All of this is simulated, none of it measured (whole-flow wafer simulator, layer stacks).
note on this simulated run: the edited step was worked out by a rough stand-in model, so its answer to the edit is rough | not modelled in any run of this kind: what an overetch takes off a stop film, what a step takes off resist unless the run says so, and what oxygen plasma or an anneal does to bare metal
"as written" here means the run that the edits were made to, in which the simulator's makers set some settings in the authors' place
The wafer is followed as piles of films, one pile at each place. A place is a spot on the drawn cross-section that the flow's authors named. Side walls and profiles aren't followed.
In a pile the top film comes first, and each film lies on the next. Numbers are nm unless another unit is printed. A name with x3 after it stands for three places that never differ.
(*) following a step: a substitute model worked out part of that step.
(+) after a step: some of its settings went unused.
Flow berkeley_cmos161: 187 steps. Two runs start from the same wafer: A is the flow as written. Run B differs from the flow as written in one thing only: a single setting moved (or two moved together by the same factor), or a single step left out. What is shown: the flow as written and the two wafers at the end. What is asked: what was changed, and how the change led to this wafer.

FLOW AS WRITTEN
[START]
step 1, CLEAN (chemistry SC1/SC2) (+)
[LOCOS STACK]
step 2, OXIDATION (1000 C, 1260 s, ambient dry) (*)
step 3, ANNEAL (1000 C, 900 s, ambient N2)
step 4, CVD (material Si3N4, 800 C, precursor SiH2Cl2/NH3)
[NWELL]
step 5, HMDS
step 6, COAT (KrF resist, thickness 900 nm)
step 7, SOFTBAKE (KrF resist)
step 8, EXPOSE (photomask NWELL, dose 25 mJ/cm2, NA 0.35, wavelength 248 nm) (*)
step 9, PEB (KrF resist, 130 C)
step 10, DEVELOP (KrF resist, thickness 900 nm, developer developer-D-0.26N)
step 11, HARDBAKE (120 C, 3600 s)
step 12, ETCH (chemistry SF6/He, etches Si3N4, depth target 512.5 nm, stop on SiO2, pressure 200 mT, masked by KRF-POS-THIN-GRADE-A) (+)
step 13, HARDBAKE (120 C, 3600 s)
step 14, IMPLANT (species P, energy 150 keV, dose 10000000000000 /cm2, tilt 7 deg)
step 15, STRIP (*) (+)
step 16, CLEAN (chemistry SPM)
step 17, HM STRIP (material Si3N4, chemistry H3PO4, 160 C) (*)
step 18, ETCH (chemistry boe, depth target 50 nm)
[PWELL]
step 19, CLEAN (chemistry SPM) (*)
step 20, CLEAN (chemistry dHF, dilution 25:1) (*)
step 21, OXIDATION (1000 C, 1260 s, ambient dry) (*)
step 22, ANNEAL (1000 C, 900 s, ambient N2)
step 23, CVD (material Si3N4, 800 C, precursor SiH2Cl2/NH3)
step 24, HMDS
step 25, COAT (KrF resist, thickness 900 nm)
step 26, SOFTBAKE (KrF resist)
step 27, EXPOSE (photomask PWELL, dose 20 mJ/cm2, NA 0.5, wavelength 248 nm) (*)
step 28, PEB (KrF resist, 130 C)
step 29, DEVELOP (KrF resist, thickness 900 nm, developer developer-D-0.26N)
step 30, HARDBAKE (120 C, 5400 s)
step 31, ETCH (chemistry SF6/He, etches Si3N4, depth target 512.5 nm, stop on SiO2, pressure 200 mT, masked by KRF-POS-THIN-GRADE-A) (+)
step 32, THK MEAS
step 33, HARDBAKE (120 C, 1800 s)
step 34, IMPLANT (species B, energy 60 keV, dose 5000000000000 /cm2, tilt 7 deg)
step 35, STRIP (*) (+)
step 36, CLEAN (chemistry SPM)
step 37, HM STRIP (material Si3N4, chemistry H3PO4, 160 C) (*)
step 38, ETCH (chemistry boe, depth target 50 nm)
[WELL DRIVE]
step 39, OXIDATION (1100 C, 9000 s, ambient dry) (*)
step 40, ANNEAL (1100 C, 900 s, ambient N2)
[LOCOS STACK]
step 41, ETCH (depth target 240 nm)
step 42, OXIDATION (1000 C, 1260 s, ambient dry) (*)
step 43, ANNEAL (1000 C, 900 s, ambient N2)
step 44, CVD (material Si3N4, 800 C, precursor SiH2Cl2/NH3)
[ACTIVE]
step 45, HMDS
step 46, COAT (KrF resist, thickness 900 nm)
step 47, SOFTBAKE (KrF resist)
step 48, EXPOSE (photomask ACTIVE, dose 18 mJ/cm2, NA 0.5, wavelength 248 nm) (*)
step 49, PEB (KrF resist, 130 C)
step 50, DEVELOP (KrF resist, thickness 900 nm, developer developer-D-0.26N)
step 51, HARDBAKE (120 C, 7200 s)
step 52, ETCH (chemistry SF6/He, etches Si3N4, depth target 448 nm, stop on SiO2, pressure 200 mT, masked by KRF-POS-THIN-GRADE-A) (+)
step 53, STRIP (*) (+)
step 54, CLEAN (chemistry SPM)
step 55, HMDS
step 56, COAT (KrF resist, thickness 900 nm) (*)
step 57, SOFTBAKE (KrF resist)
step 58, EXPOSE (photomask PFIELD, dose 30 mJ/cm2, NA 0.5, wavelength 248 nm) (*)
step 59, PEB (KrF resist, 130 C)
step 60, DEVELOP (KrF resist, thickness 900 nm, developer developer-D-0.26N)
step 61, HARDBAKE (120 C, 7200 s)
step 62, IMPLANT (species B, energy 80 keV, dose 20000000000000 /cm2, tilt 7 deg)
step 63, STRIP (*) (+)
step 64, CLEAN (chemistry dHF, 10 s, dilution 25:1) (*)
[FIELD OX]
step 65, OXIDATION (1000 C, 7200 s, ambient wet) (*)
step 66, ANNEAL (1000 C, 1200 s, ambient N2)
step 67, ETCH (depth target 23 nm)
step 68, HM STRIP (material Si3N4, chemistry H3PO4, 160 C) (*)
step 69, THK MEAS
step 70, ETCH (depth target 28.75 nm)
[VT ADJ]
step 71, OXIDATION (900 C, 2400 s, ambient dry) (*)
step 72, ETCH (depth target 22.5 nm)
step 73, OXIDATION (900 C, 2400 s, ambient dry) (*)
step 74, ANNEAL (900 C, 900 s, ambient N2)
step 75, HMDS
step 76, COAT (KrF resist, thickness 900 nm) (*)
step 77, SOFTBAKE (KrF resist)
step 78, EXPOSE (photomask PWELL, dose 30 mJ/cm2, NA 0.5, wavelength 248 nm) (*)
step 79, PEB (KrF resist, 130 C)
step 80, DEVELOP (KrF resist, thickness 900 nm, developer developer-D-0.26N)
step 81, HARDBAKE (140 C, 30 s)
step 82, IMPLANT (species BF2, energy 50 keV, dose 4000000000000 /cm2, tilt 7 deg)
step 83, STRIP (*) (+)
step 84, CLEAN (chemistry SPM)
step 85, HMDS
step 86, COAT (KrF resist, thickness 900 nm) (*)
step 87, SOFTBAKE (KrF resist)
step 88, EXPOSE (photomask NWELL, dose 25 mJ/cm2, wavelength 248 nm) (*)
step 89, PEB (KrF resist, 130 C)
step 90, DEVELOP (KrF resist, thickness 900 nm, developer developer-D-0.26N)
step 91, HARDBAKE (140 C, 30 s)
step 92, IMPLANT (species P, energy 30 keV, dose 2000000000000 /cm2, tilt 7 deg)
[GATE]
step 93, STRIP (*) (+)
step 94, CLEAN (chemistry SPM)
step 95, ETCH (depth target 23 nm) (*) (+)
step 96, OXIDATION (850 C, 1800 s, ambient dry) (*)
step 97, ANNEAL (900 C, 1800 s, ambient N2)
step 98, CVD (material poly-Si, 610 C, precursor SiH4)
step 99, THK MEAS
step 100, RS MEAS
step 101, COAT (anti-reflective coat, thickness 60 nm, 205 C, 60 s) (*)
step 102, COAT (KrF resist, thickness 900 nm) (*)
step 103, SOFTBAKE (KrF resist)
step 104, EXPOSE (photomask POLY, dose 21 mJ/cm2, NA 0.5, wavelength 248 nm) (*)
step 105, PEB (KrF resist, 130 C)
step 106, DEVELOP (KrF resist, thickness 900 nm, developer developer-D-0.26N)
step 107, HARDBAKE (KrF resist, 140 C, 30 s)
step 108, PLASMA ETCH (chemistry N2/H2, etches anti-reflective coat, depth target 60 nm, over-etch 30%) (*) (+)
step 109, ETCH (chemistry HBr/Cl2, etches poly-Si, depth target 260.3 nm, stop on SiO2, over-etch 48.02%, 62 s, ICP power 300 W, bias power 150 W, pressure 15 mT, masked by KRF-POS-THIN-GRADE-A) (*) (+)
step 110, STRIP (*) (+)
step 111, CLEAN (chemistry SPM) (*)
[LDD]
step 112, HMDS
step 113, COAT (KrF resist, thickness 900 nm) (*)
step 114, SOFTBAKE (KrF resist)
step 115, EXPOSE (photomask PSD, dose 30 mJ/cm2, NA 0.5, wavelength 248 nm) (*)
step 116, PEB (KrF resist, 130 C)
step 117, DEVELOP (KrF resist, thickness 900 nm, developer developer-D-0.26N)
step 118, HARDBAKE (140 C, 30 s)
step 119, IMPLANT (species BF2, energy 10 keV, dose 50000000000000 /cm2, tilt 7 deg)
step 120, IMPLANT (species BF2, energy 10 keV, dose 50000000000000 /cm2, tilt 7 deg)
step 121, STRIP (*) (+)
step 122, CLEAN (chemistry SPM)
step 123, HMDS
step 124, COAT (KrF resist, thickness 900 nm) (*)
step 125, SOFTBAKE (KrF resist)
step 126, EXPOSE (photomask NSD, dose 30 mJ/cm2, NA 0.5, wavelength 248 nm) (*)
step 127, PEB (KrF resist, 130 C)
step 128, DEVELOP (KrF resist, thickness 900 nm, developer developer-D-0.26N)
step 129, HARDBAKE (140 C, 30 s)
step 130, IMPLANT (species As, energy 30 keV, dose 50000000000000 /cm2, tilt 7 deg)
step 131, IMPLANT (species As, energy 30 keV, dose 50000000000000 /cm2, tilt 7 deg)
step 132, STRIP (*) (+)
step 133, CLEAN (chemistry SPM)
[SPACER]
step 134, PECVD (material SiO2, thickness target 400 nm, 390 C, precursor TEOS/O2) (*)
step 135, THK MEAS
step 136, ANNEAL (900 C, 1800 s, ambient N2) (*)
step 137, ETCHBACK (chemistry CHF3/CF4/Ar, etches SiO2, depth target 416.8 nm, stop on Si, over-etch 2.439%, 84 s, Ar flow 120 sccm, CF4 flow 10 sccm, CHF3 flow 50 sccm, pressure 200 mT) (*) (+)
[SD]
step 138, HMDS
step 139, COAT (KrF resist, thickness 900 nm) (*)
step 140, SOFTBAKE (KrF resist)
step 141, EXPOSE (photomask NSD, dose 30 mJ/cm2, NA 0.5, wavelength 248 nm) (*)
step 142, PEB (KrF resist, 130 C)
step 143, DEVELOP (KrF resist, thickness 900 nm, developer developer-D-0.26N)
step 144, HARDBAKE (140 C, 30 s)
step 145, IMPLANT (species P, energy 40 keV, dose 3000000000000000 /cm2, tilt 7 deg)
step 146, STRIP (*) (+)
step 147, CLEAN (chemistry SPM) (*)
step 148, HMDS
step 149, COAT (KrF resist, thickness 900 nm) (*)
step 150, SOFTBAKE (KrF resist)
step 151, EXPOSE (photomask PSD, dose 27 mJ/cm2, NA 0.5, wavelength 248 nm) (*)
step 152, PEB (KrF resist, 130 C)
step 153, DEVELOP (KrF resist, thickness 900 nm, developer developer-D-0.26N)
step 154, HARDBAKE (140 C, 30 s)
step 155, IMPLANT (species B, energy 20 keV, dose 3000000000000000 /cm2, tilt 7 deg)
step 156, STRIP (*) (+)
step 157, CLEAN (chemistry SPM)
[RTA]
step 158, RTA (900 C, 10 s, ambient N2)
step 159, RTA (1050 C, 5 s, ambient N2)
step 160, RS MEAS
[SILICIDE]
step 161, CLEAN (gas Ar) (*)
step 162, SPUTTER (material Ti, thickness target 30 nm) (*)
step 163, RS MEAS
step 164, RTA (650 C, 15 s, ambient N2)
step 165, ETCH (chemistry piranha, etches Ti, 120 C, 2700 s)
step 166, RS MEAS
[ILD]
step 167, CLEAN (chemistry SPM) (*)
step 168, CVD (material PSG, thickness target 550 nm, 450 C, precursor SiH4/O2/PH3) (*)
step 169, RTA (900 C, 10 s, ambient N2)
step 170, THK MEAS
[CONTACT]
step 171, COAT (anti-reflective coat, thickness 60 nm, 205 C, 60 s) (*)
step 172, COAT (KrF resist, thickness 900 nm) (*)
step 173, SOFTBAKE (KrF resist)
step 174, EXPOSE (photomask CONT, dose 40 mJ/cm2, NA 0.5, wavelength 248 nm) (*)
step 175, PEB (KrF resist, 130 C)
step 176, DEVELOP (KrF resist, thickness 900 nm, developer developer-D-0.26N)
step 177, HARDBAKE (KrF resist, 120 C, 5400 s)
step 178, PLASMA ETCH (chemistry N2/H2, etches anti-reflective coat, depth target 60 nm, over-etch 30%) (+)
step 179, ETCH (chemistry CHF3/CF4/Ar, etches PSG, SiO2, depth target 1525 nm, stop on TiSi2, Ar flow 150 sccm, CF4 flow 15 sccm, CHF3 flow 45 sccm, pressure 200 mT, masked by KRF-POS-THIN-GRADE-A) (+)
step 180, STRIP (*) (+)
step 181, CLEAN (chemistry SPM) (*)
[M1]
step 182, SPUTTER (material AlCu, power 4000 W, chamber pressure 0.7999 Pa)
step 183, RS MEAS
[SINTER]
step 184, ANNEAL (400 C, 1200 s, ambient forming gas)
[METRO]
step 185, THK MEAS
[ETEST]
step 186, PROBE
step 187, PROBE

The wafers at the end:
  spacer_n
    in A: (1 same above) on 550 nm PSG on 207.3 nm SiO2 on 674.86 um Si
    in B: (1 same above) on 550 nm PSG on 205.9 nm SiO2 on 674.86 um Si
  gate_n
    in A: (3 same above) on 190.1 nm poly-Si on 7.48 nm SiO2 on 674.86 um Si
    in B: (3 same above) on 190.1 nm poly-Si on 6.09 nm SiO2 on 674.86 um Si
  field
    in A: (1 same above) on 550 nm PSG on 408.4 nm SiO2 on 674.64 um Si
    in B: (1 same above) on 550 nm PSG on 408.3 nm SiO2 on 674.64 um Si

Cause: step 96, OXIDATION: 1260 s was run, though the flow has 1800 s.

Step by step, how the change led to this:
  step 96, OXIDATION (850 C, 1800 s, ambient dry) (*)
      sd_n, spacer_n, gate_n, sd_p, spacer_p, gate_p, contact, m1: A SiO2 gains 7.48 (new film), Si loses 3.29 | B SiO2 gains 6.09 (new film), Si loses 2.68
